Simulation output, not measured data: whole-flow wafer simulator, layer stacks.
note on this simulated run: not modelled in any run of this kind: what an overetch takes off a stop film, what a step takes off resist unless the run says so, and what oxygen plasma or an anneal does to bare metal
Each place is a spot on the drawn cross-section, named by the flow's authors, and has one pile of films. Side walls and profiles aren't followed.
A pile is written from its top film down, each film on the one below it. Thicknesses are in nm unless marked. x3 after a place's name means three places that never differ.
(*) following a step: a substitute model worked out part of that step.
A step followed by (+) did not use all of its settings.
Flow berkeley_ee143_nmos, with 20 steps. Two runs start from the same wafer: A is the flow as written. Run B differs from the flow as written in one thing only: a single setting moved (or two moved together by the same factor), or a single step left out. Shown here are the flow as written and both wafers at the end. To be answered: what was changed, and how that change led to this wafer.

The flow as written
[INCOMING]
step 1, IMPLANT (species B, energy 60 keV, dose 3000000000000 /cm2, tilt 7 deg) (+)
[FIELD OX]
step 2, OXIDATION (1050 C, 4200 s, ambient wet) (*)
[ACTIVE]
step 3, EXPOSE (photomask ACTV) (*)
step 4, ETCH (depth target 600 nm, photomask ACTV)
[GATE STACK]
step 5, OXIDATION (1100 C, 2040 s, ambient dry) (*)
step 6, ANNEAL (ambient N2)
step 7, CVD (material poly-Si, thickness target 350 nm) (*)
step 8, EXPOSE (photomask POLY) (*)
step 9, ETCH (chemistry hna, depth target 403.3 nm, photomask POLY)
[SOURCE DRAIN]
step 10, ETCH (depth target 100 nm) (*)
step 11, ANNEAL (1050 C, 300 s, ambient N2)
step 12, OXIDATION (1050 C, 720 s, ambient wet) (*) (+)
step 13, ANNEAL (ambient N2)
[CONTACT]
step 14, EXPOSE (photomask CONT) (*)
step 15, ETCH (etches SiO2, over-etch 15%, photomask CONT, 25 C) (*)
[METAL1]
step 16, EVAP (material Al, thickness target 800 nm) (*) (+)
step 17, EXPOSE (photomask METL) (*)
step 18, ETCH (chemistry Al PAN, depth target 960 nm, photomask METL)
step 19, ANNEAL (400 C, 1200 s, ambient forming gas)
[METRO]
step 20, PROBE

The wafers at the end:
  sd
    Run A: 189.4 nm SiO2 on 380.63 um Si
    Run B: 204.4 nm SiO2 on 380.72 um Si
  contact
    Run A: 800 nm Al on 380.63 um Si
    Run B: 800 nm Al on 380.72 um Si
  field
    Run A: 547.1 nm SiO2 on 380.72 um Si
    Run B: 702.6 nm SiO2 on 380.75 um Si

Cause: step 9, ETCH: depth target 295.1 nm was run, though the flow has depth target 403.3 nm.

Step by step, how the change led to this:
  step 9, ETCH (chemistry hna, depth target 403.3 nm, photomask POLY)
      sd, contact, field: A -350 poly-Si (all of it) | B -295.1 poly-Si
  step 10, ETCH (depth target 100 nm) (*)
      sd, contact: A -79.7 SiO2 (all of it) | B nothing
      field: A -100 SiO2 | B nothing
  step 12, OXIDATION (1050 C, 720 s, ambient wet) (*) (+)
      sd, contact: A +189.4 SiO2 (new film), -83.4 Si | B -54.9 poly-Si (all of it), +124.7 SiO2
      field: A +69.1 SiO2, -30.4 Si | B -54.9 poly-Si (all of it), +124.7 SiO2
  step 15, ETCH (etches SiO2, over-etch 15%, photomask CONT, 25 C) (*)
      contact: A -189.4 SiO2 (all of it) | B -204.4 SiO2 (all of it)
